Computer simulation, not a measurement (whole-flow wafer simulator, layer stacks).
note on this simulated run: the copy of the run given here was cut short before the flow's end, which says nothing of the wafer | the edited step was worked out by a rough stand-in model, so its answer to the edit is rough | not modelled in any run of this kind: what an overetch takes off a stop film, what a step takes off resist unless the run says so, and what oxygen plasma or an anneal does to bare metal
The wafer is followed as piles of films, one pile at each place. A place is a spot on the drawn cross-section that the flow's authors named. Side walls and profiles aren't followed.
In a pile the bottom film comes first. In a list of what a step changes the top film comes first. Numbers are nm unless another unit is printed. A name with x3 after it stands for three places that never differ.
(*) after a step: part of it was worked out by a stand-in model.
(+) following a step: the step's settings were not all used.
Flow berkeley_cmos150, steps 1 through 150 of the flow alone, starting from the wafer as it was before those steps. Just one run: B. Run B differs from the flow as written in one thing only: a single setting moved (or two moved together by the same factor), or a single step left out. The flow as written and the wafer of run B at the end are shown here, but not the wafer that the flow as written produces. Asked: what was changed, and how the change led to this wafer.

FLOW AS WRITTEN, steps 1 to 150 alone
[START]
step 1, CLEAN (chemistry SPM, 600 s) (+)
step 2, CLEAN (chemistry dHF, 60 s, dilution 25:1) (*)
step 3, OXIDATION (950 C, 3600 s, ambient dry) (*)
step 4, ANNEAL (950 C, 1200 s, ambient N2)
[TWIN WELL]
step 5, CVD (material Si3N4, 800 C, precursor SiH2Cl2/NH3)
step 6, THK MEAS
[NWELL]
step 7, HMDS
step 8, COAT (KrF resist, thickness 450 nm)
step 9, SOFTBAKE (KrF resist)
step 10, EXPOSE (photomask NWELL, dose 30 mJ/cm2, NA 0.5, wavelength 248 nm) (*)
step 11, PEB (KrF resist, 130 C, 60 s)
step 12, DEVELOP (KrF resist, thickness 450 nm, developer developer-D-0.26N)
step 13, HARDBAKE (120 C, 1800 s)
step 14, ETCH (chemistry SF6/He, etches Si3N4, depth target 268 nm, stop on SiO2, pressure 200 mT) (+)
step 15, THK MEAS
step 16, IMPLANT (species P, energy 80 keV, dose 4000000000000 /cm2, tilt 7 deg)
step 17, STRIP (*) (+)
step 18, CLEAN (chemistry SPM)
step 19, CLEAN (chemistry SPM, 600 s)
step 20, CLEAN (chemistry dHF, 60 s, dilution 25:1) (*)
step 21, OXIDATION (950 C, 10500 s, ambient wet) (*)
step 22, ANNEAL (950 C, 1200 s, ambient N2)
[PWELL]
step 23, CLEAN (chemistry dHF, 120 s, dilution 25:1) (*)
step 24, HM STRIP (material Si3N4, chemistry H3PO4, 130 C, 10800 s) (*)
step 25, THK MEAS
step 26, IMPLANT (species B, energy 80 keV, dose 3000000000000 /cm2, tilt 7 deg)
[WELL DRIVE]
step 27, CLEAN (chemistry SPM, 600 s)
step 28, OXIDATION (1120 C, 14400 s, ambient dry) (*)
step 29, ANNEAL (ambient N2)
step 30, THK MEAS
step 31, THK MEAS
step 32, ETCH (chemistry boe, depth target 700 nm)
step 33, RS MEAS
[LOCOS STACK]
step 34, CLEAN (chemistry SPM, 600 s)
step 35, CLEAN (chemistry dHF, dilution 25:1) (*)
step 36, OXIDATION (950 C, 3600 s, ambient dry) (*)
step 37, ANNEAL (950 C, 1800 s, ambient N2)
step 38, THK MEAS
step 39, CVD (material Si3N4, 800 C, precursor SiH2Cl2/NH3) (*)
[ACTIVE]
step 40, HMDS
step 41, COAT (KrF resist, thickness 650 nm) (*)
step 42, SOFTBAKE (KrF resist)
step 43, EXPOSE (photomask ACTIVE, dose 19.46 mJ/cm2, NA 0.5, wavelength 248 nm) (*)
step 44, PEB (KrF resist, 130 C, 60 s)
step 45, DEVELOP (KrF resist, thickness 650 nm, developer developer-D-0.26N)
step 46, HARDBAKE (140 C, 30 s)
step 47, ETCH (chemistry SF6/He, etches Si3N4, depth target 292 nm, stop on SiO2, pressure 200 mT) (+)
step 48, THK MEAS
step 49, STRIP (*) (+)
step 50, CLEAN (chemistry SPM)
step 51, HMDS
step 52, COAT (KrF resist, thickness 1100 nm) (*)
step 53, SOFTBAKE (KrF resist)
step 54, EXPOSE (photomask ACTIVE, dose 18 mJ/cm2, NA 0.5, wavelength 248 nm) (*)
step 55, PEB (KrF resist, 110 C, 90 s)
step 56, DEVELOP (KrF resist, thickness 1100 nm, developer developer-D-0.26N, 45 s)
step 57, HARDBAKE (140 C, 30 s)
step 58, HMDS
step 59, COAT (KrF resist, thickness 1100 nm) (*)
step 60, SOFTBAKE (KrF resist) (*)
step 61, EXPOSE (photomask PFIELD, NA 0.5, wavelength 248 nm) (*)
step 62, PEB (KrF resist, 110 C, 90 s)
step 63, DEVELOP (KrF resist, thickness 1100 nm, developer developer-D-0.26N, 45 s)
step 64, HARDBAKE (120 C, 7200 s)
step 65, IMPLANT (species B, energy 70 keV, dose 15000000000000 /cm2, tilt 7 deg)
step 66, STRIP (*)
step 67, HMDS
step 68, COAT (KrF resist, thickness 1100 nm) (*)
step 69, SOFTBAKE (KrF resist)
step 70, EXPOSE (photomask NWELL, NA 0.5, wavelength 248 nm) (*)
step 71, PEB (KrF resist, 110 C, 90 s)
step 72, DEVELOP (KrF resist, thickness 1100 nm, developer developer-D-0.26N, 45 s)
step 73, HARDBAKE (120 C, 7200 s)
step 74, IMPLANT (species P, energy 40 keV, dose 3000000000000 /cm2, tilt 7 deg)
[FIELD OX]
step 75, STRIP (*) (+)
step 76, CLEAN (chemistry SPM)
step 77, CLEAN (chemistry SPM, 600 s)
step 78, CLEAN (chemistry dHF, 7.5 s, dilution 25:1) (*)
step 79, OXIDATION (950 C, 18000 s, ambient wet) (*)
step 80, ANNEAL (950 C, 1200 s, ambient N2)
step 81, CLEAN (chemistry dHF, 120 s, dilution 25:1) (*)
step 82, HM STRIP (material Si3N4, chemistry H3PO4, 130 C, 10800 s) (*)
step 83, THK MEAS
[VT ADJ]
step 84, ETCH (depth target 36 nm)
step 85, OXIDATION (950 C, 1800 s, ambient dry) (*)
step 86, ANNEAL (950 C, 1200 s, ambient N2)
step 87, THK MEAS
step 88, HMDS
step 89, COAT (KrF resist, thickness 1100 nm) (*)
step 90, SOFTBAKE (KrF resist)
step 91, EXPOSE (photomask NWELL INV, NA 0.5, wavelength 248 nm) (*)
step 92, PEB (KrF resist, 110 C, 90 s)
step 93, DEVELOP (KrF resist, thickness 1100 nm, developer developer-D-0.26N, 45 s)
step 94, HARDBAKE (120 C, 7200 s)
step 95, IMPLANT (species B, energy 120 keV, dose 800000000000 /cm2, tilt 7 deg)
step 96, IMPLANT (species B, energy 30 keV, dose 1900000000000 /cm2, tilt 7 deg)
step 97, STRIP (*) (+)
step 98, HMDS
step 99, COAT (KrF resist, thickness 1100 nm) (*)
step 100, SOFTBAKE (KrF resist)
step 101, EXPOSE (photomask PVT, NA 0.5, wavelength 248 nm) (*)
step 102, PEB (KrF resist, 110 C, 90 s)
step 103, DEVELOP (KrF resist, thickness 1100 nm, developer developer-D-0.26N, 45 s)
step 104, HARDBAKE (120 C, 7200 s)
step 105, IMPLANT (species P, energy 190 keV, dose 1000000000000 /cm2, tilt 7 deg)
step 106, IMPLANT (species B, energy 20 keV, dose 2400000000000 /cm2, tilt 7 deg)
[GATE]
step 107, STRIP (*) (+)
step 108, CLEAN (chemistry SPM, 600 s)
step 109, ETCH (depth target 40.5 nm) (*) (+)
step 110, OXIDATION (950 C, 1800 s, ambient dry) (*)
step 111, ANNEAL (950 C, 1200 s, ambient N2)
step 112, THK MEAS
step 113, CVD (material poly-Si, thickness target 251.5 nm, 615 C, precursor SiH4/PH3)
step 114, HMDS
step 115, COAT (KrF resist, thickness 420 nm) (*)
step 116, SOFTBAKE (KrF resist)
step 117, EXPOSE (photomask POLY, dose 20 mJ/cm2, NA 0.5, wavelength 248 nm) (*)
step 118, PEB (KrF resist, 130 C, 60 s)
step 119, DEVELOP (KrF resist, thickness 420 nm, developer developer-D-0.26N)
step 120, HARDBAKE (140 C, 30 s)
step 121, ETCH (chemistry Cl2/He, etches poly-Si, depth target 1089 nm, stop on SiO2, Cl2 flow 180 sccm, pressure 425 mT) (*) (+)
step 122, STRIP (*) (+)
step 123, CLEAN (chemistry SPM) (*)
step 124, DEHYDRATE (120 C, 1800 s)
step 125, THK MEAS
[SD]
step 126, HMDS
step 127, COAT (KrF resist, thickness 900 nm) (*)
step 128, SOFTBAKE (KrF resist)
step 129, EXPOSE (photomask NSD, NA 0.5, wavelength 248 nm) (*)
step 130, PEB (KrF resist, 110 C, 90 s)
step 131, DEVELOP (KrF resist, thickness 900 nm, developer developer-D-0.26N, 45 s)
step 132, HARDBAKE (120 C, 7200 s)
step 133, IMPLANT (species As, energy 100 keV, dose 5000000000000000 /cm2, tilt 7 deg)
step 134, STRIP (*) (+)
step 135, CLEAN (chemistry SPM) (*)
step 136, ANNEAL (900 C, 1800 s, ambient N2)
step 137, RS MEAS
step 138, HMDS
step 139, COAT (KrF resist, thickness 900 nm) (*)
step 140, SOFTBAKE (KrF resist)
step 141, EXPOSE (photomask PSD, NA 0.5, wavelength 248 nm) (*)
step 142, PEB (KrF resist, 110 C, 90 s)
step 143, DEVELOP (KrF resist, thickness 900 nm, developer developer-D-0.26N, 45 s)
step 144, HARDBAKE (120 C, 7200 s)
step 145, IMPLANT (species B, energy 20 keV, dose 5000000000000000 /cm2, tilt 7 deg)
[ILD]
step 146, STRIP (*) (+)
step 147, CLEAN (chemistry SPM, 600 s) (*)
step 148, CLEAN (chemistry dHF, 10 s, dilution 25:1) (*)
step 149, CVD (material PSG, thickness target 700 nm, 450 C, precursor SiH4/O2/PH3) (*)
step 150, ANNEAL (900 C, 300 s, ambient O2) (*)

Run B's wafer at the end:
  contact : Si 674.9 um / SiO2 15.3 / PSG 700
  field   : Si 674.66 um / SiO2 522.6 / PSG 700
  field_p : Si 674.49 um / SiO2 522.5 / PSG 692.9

What caused this: step 28, OXIDATION: 1008 C was run, while the flow as written has 1120 C.

How this came from the change, step by step:
  step 28, OXIDATION (1120 C, 14400 s, ambient dry) (*)
      field, sd_n, gate_n, contact, m1: SiO2 gains 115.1, Si loses 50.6 (in the flow as written it would be: SiO2 gains 261.5, Si loses 115.1)
      field_p, sd_p, gate_p: SiO2 gains 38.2, Si loses 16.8 (in the flow as written it would be: SiO2 gains 103.6, Si loses 45.6)
  step 32, ETCH (chemistry boe, depth target 700 nm)
      field, sd_n, gate_n, contact, m1: SiO2 loses 144.7 (all of it) (in the flow as written it would be: SiO2 loses 291.1 (all of it))
      field_p, sd_p, gate_p: SiO2 loses 490.1 (all of it) (in the flow as written it would be: SiO2 loses 555.5 (all of it))
  step 41, COAT (KrF resist, thickness 650 nm) (*)
      field_p: KrF resist gains 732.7 (new film) (in the flow as written it would be: KrF resist gains 715.2 (new film))
  step 45, DEVELOP (KrF resist, thickness 650 nm, developer developer-D-0.26N)
      field_p: KrF resist loses 731.5 (all of it) (in the flow as written it would be: KrF resist loses 714.1 (all of it))
  step 49, STRIP (*) (+)
      sd_p: KrF resist loses 452.4 (all of it) (in the flow as written it would be: KrF resist loses 442.9 (all of it))
  step 97, STRIP (*) (+)
      field_p: KrF resist loses 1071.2 (all of it) (in the flow as written it would be: KrF resist loses 1049.6 (all of it))
  step 107, STRIP (*) (+)
      field_p: KrF resist loses 1071.2 (all of it) (in the flow as written it would be: KrF resist loses 1049.6 (all of it))
  step 115, COAT (KrF resist, thickness 420 nm) (*)
      field_p: KrF resist gains 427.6 (new film) (in the flow as written it would be: KrF resist gains 413.4 (new film))
  step 119, DEVELOP (KrF resist, thickness 420 nm, developer developer-D-0.26N)
      field_p: KrF resist loses 427 (all of it) (in the flow as written it would be: KrF resist loses 412.9 (all of it))
  step 122, STRIP (*) (+)
      gate_p: chemical SiO2 gains 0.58 (new film), KrF resist loses 214.4 (all of it), poly-Si loses 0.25 (in the flow as written it would be: chemical SiO2 gains 0.57 (new film), KrF resist loses 206.4 (all of it), poly-Si loses 0.25)
  step 127, COAT (KrF resist, thickness 900 nm) (*)
      field_p: KrF resist gains 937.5 (new film) (in the flow as written it would be: KrF resist gains 916.8 (new film))
  step 134, STRIP (*) (+)
      field_p: KrF resist loses 902.9 (all of it) (in the flow as written it would be: KrF resist loses 882.7 (all of it))
  step 139, COAT (KrF resist, thickness 900 nm) (*)
      field_p: KrF resist gains 937.5 (new film) (in the flow as written it would be: KrF resist gains 916.8 (new film))
  step 146, STRIP (*) (+)
      field_p: KrF resist loses 902.9 (all of it) (in the flow as written it would be: KrF resist loses 882.7 (all of it))
